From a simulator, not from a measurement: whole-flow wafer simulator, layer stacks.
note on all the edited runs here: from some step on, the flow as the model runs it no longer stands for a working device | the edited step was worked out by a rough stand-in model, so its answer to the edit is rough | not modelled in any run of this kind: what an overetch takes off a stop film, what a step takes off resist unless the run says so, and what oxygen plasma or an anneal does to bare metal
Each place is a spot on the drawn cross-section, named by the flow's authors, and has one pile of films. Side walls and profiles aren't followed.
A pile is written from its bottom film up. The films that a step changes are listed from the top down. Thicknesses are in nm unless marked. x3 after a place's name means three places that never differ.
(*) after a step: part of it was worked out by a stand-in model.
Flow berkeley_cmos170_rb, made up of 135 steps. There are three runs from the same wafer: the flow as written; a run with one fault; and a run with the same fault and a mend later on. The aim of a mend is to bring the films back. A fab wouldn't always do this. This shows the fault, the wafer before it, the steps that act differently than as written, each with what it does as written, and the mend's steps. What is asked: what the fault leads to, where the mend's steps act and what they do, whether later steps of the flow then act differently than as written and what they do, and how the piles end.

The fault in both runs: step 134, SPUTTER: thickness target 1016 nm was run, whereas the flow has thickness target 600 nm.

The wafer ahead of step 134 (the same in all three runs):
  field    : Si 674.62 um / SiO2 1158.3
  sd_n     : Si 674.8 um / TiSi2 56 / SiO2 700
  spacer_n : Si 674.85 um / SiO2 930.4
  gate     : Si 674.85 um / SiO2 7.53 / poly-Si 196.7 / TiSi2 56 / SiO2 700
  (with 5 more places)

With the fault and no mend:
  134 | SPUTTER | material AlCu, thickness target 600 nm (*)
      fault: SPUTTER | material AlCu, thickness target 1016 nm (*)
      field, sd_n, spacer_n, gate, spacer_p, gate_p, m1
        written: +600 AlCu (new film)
        fault: +1016 AlCu (new film)
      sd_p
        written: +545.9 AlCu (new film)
        fault: +948.5 AlCu (new film)
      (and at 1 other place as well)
  Every later step of the flow that is run acts as written at every place that is followed.
  At field, sd_n, spacer_n and 6 more, the piles at the end differ from the flow's by more than 2% or 0.5 nm, whichever is larger.
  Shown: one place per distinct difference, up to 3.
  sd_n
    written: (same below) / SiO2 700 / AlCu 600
    fault: (same below) / SiO2 700 / AlCu 1016
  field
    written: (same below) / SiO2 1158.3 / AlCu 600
    fault: (same below) / SiO2 1158.3 / AlCu 1016
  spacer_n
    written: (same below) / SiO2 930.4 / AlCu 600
    fault: (same below) / SiO2 930.4 / AlCu 1016

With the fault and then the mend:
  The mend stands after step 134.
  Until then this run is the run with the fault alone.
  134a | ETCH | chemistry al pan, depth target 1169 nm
      field, sd_n, spacer_n, gate, spacer_p, gate_p, m1
        -1016 AlCu (all of it)
      sd_p
        -948.5 AlCu (all of it)
      contact
        -678.2 AlCu (all of it)
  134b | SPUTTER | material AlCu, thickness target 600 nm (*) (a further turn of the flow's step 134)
      field, sd_n, spacer_n, gate, spacer_p, gate_p, m1
        +600 AlCu (new film)
      sd_p
        +545.9 AlCu (new film)
      contact
        +415.1 AlCu (new film)
  Every later step of the flow that is run acts as written at every place that is followed.
  The piles end the same as the flow's at every place that both follow.
